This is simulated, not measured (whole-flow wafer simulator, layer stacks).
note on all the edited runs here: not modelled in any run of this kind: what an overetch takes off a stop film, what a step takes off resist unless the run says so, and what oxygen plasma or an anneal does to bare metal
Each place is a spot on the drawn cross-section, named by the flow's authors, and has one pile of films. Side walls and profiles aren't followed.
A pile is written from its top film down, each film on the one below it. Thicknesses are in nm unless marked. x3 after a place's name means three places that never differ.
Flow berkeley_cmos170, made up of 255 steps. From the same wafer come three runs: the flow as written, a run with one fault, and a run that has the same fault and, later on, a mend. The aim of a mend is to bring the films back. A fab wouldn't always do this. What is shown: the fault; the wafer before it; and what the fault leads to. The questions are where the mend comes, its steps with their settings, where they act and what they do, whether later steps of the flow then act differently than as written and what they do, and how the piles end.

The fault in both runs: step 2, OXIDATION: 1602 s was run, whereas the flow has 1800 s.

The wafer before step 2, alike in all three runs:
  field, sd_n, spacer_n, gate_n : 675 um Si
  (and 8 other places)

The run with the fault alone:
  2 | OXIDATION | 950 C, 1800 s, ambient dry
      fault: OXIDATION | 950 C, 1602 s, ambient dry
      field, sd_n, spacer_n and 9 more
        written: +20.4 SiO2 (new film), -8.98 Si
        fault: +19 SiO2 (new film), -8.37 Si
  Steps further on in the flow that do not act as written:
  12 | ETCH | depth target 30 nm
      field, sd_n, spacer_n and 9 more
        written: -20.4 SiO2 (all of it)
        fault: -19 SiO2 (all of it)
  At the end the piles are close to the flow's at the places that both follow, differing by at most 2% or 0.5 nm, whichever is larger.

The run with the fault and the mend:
  After step 3 comes the mend.
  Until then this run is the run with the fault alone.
  3a | OXIDATION | 950 C, 198 s, ambient dry (a further turn of the flow's step 2, with different settings)
      field, sd_n, spacer_n and 9 more
        +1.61 SiO2, -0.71 Si
  Later steps of the flow that are run all act as written at every place that is followed, up to a difference of at most 2% or 0.5 nm, whichever is larger.
  At the end the piles are close to the flow's at the places that both follow, differing by at most 2% or 0.5 nm, whichever is larger.
